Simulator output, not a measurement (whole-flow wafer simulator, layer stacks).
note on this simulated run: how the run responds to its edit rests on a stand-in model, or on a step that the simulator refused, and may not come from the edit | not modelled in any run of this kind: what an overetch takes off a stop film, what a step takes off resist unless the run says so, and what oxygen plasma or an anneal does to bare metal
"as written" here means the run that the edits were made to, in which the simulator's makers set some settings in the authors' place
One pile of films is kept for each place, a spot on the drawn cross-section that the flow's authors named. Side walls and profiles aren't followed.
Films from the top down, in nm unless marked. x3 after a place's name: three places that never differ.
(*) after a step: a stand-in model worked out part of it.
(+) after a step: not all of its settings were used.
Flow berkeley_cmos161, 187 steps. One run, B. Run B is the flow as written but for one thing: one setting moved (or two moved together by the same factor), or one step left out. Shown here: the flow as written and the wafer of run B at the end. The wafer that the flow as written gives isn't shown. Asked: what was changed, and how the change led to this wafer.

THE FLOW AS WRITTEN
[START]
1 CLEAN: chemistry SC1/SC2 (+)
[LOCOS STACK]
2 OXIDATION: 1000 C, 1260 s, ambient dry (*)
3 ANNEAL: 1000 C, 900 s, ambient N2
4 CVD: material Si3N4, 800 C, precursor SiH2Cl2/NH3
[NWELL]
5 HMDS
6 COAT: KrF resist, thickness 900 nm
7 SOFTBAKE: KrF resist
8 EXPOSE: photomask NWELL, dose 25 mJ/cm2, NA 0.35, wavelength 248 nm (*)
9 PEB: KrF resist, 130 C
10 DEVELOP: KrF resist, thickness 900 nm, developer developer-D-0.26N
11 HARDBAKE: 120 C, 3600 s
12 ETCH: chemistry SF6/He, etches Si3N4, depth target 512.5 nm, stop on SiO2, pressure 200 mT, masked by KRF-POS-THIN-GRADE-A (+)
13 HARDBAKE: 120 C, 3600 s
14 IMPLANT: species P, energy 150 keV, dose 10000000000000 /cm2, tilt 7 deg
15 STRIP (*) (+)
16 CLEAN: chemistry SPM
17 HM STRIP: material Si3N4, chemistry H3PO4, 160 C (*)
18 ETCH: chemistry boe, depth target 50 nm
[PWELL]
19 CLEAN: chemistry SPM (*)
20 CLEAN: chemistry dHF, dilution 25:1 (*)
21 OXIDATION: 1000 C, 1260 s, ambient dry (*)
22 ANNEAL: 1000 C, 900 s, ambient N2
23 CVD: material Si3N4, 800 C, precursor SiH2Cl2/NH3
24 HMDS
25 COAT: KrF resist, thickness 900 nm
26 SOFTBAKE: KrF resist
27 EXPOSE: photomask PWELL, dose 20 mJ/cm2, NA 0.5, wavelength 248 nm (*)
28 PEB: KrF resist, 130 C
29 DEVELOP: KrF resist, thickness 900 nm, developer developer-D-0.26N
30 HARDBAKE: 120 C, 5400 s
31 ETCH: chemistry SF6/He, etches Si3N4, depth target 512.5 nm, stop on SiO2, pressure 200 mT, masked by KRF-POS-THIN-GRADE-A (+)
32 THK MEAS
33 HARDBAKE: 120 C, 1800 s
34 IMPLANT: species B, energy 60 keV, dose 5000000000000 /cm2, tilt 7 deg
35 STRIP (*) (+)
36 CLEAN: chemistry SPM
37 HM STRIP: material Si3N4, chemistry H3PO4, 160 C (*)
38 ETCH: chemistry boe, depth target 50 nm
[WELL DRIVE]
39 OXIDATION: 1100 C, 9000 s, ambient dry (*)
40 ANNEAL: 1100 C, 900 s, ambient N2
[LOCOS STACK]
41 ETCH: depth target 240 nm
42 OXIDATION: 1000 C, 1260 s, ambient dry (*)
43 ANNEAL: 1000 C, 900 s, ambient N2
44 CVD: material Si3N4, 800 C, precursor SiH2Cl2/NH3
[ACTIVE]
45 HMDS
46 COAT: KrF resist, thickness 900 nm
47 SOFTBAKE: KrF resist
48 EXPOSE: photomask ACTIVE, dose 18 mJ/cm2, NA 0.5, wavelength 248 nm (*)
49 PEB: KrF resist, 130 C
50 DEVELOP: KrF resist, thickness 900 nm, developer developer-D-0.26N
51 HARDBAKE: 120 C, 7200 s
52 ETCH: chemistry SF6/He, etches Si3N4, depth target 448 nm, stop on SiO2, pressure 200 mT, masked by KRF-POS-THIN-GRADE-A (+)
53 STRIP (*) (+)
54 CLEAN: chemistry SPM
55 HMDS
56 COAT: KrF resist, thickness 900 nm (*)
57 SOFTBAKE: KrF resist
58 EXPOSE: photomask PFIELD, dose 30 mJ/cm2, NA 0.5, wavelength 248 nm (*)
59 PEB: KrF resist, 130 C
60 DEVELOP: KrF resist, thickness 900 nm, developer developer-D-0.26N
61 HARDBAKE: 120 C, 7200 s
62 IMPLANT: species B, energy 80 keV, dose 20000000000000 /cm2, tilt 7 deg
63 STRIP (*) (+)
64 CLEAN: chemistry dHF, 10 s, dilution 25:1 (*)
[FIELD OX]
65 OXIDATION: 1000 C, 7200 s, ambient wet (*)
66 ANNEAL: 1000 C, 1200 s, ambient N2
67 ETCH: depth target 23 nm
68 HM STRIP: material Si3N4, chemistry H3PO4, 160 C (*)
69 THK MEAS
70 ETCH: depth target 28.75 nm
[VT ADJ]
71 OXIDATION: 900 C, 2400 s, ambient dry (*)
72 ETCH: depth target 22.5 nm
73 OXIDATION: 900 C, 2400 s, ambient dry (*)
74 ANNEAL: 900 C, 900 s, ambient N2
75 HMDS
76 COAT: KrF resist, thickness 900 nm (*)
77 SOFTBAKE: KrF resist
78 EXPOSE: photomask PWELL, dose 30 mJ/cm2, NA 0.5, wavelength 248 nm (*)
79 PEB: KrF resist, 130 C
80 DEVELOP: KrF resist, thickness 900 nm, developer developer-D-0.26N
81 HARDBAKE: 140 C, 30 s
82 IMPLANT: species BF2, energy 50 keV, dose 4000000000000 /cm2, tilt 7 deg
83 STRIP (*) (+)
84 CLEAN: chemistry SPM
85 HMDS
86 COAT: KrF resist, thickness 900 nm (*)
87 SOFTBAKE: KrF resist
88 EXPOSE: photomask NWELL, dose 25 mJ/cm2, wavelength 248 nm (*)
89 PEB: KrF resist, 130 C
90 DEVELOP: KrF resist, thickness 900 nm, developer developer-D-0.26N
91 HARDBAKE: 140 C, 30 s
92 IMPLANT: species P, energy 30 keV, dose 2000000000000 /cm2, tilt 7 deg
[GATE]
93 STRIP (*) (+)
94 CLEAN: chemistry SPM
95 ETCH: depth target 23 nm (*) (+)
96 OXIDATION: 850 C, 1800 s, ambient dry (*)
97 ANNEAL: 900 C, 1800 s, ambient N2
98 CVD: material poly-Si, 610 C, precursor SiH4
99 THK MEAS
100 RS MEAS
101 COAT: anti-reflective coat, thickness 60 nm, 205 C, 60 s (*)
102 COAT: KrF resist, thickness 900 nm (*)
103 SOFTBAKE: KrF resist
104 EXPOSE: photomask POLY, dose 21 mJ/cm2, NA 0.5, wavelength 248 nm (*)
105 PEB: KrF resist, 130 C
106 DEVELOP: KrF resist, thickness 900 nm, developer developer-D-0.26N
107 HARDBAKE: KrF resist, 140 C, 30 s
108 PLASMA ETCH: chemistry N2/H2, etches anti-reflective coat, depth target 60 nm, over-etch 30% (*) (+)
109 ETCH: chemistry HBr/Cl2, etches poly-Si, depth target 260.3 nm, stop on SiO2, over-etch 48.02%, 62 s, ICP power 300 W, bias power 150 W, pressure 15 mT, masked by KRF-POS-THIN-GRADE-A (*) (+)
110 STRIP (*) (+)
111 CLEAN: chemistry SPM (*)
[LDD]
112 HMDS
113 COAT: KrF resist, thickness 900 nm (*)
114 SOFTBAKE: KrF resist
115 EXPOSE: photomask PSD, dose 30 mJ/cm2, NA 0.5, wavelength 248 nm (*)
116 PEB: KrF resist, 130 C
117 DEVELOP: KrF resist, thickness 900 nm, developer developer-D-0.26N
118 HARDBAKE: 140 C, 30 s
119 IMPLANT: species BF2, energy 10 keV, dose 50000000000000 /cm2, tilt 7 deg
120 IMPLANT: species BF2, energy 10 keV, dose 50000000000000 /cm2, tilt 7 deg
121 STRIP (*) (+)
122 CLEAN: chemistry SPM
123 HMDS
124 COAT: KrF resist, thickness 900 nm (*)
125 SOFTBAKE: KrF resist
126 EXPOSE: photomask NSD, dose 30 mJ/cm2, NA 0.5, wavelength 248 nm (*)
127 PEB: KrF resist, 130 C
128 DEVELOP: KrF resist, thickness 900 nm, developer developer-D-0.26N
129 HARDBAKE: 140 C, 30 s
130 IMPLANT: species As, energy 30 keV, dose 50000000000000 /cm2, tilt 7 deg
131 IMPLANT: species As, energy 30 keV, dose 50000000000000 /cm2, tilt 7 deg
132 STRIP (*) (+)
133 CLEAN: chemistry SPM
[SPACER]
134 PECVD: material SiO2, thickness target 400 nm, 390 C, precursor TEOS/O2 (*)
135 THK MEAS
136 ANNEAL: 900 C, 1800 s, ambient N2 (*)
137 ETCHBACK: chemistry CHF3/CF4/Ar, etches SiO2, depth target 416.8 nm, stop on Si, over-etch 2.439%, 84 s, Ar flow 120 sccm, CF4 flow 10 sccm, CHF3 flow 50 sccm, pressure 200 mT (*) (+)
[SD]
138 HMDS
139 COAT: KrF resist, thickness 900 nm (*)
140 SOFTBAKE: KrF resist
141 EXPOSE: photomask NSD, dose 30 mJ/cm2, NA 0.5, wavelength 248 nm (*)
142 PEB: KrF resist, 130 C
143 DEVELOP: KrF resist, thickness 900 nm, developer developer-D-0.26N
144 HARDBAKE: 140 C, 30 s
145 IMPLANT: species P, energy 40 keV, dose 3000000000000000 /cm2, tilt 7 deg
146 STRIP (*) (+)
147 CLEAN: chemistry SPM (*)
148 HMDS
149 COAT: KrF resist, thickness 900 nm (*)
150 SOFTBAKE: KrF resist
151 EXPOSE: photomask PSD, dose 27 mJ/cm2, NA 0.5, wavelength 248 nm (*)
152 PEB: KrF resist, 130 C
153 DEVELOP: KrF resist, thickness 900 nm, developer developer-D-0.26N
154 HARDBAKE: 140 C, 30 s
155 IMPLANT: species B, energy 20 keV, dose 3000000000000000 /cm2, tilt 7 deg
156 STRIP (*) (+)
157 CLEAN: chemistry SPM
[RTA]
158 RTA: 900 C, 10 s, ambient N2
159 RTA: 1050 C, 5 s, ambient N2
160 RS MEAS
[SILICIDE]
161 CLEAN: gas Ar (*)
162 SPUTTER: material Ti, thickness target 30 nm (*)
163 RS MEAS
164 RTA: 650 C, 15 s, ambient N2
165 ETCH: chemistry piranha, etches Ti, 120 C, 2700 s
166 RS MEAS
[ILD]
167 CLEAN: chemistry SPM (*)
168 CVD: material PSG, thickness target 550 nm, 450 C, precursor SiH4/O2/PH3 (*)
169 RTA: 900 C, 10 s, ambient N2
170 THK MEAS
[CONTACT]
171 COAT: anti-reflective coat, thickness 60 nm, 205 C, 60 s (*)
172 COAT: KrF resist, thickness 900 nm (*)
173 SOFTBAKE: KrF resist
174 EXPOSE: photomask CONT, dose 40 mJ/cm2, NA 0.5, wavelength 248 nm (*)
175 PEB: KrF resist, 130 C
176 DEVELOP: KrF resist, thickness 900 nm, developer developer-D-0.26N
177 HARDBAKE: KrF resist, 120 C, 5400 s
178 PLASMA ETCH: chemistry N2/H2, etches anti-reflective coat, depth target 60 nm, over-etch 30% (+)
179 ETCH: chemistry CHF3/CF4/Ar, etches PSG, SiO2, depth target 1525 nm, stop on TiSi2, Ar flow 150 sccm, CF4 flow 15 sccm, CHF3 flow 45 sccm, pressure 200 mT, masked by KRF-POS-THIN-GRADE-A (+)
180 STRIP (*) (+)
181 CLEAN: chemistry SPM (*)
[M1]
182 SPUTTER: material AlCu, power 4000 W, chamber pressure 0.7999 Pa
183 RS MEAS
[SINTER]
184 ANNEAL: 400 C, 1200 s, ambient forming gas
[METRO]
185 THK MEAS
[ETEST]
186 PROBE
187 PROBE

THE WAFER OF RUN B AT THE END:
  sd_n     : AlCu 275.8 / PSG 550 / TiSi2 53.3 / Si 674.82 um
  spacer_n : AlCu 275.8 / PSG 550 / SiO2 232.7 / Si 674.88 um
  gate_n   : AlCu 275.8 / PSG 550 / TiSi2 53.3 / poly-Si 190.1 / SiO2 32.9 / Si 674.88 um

The cause: step 41, ETCH: depth target 120 nm was run, where the flow has depth target 240 nm.

How the change led to this, step by step:
  41 ETCH: depth target 240 nm
      field, sd_n, spacer_n and 6 more: SiO2 -120 (as written it would be: SiO2 -197.6 (all of it))
  42 OXIDATION: 1000 C, 1260 s, ambient dry (*)
      field, sd_n, spacer_n and 6 more: SiO2 +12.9, Si -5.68 (as written it would be: SiO2 +26.6 (new film), Si -11.7)
  65 OXIDATION: 1000 C, 7200 s, ambient wet (*)
      gate_n, gate_p, m1: SiO2 +12.1 (new film), Si3N4 -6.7, SiO2 +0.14 (as written it would be: SiO2 +12.1 (new film), Si3N4 -6.7)
      spacer_n, spacer_p: SiO2 +12.1 (new film), Si3N4 -6.7, SiO2 +0.18, Si -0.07 (as written it would be: SiO2 +12.1 (new film), Si3N4 -6.7)
      (and at 4 more places)
  70 ETCH: depth target 28.75 nm
      spacer_n, gate_n, spacer_p, gate_p, m1: SiO2 -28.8 (as written it would be: SiO2 -24.8 (all of it))
      sd_n, sd_p: SiO2 -28.8 (as written it would be: SiO2 -25 (all of it))
      (and at 1 more place)
  71 OXIDATION: 900 C, 2400 s, ambient dry (*)
      spacer_n, gate_n, spacer_p, gate_p, m1: SiO2 +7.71, Si -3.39 (as written it would be: SiO2 +14.9 (new film), Si -6.57)
      sd_n: SiO2 +7.17, Si -3.16 (as written it would be: SiO2 +14.9 (new film), Si -6.57)
      (and at 2 more places)
  72 ETCH: depth target 22.5 nm
      sd_n, spacer_n, gate_n, sd_p, spacer_p, gate_p, contact, m1: SiO2 -22.5 (as written it would be: SiO2 -14.9 (all of it))
  73 OXIDATION: 900 C, 2400 s, ambient dry (*)
      spacer_n, gate_n, spacer_p, gate_p, m1: SiO2 +7.19, Si -3.16 (as written it would be: SiO2 +14.9 (new film), Si -6.57)
      sd_n: SiO2 +6.76, Si -2.98 (as written it would be: SiO2 +14.9 (new film), Si -6.57)
      (and at 2 more places)
  95 ETCH: depth target 23 nm (*) (+)
      sd_n, spacer_n, gate_n, sd_p, spacer_p, gate_p, contact, m1: SiO2 -23 (as written it would be: SiO2 -14.9 (all of it))
  96 OXIDATION: 850 C, 1800 s, ambient dry (*)
      spacer_n, gate_n, spacer_p, gate_p, m1: SiO2 +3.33, Si -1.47 (as written it would be: SiO2 +7.48 (new film), Si -3.29)
      sd_n: SiO2 +3.06, Si -1.34 (as written it would be: SiO2 +7.48 (new film), Si -3.29)
      (and at 2 more places)
  101 COAT: anti-reflective coat, thickness 60 nm, 205 C, 60 s (*)
      sd_n: anti-reflective coat +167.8 (new film) (as written it would be: anti-reflective coat +173.5 (new film))
      spacer_n: anti-reflective coat +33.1 (new film) (as written it would be: anti-reflective coat +28.7 (new film))
      (and at 4 more places)
  108 PLASMA ETCH: chemistry N2/H2, etches anti-reflective coat, depth target 60 nm, over-etch 30% (*) (+)
      sd_n: anti-reflective coat -167.8 (all of it), poly-Si -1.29 (as written it would be: anti-reflective coat -173.5 (all of it), poly-Si -1.33)
      spacer_n: anti-reflective coat -33.1 (all of it), poly-Si -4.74 (as written it would be: anti-reflective coat -28.7 (all of it), poly-Si -5.05)
      (and at 2 more places)
  110 STRIP (*) (+)
      gate_n: chemical SiO2 +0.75 (new film), KrF resist -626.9 (all of it), anti-reflective coat -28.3 (all of it), poly-Si -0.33 (as written it would be: chemical SiO2 +0.75 (new film), KrF resist -626.8 (all of it), anti-reflective coat -23.7 (all of it), poly-Si -0.33)
      gate_p: chemical SiO2 +0.75 (new film), KrF resist -598.3 (all of it), anti-reflective coat -33.6 (all of it), poly-Si -0.33 (as written it would be: chemical SiO2 +0.75 (new film), KrF resist -598.2 (all of it), anti-reflective coat -27.9 (all of it), poly-Si -0.33)
  137 ETCHBACK: chemistry CHF3/CF4/Ar, etches SiO2, depth target 416.8 nm, stop on Si, over-etch 2.439%, 84 s, Ar flow 120 sccm, CF4 flow 10 sccm, CHF3 flow 50 sccm, pressure 200 mT (*) (+)
      sd_n: SiO2 -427 (as written it would be: SiO2 -387.9 (all of it))
      sd_p: SiO2 -413.9 (all of it) (as written it would be: SiO2 -373.4 (all of it))
      (and at 2 more places)
  139 COAT: KrF resist, thickness 900 nm (*)
      sd_n: KrF resist +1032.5 (new film) (as written it would be: KrF resist +1008.1 (new film))
      sd_p: KrF resist +1033.2 (new film) (as written it would be: KrF resist +1012.1 (new film))
  143 DEVELOP: KrF resist, thickness 900 nm, developer developer-D-0.26N
      sd_n: KrF resist -1030.8 (all of it) (as written it would be: KrF resist -1006.5 (all of it))
  144 HARDBAKE: 140 C, 30 s
      sd_p: KrF resist -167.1 (as written it would be: KrF resist -163.7)
  ... 9 more steps ...
  182 SPUTTER: material AlCu, power 4000 W, chamber pressure 0.7999 Pa
      sd_p: AlCu +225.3 (new film) (as written it would be: AlCu +234.7 (new film))
